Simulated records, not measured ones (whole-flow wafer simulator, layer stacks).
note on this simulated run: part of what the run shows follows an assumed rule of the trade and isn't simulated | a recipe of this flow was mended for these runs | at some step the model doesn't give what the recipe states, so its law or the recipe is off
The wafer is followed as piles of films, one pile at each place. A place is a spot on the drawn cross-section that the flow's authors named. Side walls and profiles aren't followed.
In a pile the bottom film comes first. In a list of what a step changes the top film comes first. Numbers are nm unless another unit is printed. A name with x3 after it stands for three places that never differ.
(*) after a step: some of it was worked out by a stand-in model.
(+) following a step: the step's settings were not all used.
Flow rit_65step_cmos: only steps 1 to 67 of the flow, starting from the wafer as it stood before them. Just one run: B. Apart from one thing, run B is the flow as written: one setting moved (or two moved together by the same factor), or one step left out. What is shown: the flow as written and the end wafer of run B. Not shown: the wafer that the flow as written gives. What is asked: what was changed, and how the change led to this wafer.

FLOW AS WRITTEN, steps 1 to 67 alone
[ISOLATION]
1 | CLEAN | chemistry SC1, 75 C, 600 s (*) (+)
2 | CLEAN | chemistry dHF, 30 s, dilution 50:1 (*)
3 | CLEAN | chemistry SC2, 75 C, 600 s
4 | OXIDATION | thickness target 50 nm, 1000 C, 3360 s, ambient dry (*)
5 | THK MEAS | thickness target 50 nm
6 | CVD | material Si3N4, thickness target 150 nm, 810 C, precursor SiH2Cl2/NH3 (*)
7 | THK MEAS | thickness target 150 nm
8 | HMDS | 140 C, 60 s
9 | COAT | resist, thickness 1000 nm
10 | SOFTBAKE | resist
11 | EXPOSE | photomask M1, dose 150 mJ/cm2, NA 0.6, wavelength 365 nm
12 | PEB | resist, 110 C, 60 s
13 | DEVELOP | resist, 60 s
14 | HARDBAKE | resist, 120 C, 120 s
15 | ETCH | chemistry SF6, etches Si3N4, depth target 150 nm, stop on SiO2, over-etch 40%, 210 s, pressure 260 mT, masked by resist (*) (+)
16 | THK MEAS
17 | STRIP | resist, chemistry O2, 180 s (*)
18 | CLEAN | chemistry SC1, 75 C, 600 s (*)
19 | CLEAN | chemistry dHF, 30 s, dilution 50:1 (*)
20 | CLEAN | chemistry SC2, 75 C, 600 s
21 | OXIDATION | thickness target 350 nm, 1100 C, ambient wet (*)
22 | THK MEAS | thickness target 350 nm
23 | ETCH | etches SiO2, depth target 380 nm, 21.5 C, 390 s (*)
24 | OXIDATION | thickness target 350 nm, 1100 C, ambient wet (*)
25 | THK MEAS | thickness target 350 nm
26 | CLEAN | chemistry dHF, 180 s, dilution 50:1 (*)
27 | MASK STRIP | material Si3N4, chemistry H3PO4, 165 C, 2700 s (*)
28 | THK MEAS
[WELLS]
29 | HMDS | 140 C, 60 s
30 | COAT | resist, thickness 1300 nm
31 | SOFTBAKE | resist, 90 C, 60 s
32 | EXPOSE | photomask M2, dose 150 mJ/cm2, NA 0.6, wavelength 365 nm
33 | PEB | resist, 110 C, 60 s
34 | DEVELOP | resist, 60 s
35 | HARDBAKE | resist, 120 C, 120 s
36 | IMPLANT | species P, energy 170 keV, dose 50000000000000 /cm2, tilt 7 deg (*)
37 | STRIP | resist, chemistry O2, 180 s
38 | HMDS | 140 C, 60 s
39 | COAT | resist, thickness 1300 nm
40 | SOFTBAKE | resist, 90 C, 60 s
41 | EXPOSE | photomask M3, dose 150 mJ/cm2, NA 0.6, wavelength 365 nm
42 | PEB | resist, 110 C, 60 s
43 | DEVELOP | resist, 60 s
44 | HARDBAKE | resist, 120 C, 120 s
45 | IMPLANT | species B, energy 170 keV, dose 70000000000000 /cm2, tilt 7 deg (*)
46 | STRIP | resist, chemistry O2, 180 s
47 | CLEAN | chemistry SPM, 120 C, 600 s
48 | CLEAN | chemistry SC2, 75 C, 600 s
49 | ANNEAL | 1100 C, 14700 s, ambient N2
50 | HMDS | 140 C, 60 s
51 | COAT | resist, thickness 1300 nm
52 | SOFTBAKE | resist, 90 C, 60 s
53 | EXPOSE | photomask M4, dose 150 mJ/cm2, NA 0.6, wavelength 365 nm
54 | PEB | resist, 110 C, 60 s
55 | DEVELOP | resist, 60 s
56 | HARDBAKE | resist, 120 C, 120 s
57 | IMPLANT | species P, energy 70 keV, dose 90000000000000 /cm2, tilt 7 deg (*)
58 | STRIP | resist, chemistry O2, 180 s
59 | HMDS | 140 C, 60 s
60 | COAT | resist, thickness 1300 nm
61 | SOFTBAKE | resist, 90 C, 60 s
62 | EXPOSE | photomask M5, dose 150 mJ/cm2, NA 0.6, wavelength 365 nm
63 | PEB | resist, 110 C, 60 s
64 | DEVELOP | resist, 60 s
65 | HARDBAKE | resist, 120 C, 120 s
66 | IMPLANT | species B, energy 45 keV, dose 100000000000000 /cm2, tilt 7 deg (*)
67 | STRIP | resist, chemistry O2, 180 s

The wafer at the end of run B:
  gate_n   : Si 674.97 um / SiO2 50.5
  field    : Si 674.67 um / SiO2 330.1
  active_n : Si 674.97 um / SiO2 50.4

What caused this: step 27, MASK STRIP: 149 C was run, though the flow has 165 C.

Step by step, how the change led to this:
  27 | MASK STRIP | material Si3N4, chemistry H3PO4, 165 C, 2700 s (*)
      active_n, active_p, gate_n and 7 more: Si3N4 loses 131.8 (all of it), SiO2 loses 0.6 (as written it would have been: Si3N4 loses 131.8 (all of it), SiO2 loses 5.64)
      field, field_pw, field_nw, field_p: SiO2 loses 3.21 (as written it would have been: SiO2 loses 10.7)
